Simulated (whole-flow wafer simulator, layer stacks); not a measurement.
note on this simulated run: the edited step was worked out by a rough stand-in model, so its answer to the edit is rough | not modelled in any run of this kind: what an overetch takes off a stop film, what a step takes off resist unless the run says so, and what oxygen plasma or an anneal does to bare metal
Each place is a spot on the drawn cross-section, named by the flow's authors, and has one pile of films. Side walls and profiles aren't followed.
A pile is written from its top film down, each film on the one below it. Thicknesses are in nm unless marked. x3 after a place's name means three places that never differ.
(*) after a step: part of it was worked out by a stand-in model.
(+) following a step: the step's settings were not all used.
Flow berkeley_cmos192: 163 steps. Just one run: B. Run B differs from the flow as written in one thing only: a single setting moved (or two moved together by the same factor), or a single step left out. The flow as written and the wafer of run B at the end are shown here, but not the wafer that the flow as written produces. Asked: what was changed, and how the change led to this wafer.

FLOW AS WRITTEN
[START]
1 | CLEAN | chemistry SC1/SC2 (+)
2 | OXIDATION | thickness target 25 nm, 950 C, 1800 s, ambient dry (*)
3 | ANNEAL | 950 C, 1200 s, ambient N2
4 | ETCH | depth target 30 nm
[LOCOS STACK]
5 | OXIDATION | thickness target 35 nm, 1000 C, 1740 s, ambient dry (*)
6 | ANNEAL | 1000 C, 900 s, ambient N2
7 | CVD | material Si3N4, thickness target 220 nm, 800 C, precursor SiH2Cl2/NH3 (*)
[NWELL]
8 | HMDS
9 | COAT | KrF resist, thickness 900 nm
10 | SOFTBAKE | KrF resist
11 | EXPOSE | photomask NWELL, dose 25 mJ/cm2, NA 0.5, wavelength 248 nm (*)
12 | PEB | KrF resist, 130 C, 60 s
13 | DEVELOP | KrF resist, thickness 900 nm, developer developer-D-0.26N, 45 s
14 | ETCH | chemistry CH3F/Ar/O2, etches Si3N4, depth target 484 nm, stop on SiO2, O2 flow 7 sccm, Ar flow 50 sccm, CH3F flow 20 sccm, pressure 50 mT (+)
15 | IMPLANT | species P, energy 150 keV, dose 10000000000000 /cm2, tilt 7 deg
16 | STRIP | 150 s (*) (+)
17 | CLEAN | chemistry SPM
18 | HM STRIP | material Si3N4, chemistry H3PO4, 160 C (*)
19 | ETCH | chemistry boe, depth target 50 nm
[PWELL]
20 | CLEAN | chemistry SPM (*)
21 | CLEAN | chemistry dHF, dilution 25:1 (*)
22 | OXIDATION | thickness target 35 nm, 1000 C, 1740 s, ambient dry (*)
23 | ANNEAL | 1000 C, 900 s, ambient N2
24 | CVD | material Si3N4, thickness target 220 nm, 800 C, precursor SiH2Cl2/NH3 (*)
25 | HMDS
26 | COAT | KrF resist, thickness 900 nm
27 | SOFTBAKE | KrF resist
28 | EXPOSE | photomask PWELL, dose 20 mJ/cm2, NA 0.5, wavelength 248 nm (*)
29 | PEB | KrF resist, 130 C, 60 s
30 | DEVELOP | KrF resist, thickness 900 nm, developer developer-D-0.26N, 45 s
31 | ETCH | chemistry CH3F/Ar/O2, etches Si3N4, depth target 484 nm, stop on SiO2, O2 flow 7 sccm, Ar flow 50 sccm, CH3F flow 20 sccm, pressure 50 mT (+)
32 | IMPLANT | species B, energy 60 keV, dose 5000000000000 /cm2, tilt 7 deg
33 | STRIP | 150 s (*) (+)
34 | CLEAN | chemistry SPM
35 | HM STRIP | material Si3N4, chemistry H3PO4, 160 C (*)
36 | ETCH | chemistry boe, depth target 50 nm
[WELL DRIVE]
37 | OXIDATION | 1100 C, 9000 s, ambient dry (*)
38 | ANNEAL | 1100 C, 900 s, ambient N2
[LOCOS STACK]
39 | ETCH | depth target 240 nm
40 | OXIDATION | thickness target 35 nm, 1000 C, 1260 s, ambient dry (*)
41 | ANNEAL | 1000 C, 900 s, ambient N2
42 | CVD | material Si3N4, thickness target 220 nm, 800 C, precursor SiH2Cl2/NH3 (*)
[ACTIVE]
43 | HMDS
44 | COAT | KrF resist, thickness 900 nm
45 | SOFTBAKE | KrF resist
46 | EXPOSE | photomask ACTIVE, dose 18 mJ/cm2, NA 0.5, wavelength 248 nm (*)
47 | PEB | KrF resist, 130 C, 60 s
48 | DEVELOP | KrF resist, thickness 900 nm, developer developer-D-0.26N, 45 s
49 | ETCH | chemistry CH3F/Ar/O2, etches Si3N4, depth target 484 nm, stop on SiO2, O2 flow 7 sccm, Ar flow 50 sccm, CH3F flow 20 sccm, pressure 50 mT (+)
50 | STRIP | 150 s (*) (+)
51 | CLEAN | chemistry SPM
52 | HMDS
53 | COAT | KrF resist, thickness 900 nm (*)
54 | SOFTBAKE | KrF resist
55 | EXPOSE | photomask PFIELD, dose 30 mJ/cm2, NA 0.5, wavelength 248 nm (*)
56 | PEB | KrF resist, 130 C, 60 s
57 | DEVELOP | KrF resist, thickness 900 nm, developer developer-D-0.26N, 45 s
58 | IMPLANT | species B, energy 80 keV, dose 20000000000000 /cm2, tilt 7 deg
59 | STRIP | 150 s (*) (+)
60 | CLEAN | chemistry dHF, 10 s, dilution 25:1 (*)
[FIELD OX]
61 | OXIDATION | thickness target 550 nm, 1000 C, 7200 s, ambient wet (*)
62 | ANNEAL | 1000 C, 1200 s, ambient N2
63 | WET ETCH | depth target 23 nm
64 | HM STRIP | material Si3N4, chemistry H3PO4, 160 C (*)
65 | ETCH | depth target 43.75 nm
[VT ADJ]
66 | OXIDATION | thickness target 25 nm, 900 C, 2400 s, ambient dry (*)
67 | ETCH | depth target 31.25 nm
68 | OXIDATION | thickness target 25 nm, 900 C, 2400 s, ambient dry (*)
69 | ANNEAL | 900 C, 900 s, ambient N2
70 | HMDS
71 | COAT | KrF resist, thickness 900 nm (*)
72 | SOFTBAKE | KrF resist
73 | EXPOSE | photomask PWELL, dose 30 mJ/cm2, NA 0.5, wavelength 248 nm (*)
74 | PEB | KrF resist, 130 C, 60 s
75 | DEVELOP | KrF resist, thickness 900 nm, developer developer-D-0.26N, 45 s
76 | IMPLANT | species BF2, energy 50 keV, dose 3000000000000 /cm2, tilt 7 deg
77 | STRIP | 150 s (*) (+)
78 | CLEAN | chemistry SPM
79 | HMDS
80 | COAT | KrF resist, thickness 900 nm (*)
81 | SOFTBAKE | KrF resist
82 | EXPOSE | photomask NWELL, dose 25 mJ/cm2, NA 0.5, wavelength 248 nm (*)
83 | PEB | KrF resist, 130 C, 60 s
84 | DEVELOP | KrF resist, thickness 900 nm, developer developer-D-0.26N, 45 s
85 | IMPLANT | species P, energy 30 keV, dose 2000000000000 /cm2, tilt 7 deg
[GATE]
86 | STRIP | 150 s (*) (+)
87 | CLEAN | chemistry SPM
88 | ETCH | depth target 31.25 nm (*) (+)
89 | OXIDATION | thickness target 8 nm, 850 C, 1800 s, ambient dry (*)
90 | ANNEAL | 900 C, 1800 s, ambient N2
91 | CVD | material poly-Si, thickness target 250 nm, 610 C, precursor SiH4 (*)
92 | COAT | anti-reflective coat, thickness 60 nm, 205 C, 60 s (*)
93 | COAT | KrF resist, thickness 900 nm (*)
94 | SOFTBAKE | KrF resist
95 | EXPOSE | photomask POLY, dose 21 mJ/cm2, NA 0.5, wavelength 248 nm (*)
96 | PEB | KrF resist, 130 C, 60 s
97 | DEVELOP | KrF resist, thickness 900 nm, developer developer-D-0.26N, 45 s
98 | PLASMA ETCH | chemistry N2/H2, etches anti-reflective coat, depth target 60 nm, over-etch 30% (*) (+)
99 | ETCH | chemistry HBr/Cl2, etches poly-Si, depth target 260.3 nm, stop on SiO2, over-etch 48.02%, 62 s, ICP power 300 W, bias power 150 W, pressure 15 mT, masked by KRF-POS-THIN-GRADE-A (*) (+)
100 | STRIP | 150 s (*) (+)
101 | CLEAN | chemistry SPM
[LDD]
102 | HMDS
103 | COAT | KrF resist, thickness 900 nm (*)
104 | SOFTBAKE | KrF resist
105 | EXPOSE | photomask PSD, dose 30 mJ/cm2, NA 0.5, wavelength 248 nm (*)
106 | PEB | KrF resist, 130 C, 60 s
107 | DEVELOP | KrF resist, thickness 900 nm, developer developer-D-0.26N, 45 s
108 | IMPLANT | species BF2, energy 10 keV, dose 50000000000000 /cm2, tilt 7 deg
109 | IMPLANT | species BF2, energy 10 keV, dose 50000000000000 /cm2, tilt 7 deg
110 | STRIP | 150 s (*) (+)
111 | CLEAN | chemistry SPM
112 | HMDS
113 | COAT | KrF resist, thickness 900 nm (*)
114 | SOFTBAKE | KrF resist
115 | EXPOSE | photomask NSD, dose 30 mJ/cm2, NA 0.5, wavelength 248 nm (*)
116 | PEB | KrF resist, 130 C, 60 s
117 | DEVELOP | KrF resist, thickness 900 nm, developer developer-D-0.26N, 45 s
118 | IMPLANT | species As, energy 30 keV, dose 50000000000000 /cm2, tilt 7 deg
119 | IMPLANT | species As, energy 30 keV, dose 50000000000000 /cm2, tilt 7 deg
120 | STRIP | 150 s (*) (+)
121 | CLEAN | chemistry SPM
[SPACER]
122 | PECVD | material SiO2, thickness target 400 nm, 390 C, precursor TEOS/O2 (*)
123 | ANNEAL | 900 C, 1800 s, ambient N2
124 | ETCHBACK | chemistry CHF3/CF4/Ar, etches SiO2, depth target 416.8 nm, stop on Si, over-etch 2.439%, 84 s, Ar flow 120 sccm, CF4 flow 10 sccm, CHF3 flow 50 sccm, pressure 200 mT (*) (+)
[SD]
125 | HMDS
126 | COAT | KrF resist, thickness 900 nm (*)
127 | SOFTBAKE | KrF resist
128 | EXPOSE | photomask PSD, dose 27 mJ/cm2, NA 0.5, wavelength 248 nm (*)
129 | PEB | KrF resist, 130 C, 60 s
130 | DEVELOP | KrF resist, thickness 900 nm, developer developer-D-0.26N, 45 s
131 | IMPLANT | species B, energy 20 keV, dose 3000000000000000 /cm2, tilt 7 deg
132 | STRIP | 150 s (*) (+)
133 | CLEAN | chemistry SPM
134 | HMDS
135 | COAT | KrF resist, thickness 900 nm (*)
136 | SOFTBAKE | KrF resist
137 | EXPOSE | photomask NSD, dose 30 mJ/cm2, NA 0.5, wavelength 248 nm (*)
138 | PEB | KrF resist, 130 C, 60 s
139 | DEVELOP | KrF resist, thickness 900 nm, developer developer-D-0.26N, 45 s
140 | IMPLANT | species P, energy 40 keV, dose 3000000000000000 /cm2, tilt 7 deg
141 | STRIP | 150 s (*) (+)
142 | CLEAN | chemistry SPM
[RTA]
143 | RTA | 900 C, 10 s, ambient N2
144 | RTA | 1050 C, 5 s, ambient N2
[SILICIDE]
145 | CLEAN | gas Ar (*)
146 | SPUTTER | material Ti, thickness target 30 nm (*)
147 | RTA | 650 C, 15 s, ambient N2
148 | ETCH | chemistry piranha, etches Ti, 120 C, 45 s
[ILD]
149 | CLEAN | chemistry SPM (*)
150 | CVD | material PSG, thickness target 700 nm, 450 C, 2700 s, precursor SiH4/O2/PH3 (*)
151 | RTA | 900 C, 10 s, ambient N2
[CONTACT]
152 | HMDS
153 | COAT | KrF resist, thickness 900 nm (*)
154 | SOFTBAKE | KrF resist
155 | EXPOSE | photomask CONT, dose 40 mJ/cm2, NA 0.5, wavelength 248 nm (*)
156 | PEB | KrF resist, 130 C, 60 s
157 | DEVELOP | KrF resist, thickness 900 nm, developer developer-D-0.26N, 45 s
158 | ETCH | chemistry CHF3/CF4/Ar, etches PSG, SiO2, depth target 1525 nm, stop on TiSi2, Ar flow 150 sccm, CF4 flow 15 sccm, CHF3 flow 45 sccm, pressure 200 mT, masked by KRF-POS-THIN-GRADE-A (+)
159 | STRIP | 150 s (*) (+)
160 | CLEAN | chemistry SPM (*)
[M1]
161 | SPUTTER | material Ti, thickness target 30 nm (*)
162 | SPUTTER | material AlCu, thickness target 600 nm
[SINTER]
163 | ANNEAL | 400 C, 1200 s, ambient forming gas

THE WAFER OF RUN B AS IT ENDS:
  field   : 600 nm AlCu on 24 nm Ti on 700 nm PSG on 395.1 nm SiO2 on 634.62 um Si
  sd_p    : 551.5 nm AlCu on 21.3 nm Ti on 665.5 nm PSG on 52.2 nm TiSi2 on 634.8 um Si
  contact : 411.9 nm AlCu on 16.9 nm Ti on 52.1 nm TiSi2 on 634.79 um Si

The reason: step 161, SPUTTER: thickness target 24 nm was run, whereas the flow has thickness target 30 nm.
One can read it off the wafer: field has Ti 24, and step 161 as written asks for 30 nm.

Step by step, how the change led to this:
  161 | SPUTTER | material Ti, thickness target 30 nm (*)
      field, sd_n, spacer_n, gate, spacer_p, gate_p, m1: Ti gains 24 (new film) (in the flow as written it would be: Ti gains 30 (new film))
      sd_p: Ti gains 21.3 (new film) (in the flow as written it would be: Ti gains 26.6 (new film))
      (and at 1 other place as well)
